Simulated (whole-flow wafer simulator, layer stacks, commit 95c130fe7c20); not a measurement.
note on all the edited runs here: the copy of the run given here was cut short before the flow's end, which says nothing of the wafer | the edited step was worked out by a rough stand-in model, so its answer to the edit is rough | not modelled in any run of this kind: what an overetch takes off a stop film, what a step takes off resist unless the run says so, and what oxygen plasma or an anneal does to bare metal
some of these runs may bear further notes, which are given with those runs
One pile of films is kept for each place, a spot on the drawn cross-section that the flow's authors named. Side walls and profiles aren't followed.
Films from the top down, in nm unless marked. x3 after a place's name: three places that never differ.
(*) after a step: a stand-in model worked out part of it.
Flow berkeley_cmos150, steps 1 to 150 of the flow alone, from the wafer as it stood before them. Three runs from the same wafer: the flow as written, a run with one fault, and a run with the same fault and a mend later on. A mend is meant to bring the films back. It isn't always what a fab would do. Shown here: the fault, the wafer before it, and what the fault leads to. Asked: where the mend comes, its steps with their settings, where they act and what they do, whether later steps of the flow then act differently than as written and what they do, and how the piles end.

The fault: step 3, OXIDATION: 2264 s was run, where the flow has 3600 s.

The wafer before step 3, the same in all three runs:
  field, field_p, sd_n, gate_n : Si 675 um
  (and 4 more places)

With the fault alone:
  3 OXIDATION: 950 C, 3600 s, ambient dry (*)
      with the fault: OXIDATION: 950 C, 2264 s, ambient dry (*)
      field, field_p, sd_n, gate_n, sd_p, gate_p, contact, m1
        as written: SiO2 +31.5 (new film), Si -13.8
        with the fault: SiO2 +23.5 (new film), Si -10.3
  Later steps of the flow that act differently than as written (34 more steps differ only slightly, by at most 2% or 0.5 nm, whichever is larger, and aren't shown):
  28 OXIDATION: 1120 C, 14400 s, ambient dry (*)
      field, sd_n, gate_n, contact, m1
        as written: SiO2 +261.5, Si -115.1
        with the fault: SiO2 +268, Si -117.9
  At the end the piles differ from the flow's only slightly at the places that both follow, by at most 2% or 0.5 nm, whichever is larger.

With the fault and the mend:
  The mend comes after step 4.
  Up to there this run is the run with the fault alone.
  4a OXIDATION: 950 C, 1217 s, ambient dry (*) (the flow's step 3 once more, with other settings)
      field, field_p, sd_n, gate_n, sd_p, gate_p, contact, m1
        SiO2 +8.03, Si -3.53
  No later step of the flow acts differently than as written, at any place that is followed, by more than 2% or 0.5 nm, whichever is larger.
  At the end the piles are the same as the flow's at every place that both follow.
